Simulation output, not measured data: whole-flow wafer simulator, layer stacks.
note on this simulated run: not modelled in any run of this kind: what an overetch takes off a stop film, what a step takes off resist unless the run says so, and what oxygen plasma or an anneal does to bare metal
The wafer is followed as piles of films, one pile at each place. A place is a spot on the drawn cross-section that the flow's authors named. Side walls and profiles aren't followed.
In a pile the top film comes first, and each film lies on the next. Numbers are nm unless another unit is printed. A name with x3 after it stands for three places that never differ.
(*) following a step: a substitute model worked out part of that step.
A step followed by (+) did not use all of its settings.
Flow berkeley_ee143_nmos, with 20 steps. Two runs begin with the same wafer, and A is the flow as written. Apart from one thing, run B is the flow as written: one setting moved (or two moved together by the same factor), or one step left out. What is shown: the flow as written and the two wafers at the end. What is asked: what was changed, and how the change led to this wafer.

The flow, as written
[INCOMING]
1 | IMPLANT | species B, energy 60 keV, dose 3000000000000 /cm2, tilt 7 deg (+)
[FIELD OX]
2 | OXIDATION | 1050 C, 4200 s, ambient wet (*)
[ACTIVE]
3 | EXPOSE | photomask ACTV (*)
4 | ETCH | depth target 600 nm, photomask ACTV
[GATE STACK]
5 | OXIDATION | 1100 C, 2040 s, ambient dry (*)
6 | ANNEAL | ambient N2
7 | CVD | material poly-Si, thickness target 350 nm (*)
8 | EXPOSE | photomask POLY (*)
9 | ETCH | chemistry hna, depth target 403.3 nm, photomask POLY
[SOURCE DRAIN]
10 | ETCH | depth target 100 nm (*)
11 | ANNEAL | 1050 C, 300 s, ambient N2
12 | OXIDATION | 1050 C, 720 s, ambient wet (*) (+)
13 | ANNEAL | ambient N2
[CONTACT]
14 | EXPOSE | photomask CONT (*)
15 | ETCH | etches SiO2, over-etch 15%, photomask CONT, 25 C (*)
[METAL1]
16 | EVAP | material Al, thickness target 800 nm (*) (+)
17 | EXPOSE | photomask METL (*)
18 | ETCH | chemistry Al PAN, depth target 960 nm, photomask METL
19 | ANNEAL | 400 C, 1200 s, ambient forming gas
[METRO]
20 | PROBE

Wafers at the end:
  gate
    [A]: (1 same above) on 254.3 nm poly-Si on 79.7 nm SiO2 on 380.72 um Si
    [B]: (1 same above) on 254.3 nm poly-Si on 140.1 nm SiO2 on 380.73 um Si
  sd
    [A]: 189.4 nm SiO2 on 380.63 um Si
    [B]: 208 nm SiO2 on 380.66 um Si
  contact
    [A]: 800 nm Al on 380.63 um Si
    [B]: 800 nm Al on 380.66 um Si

What caused this: step 4, ETCH: depth target 464 nm was run, whereas the flow has depth target 600 nm.

Step by step, how the change led to this:
  4 | ETCH | depth target 600 nm, photomask ACTV
      gate, sd, contact: A -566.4 SiO2 (all of it) | B -464 SiO2
  5 | OXIDATION | 1100 C, 2040 s, ambient dry (*)
      gate, sd, contact: A +79.7 SiO2 (new film), -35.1 Si | B +37.7 SiO2, -16.6 Si
  10 | ETCH | depth target 100 nm (*)
      sd, contact: A -79.7 SiO2 (all of it) | B -100 SiO2
  12 | OXIDATION | 1050 C, 720 s, ambient wet (*) (+)
      sd, contact: A +189.4 SiO2 (new film), -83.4 Si | B +167.9 SiO2, -73.9 Si
  15 | ETCH | etches SiO2, over-etch 15%, photomask CONT, 25 C (*)
      contact: A -189.4 SiO2 (all of it) | B -208 SiO2 (all of it)
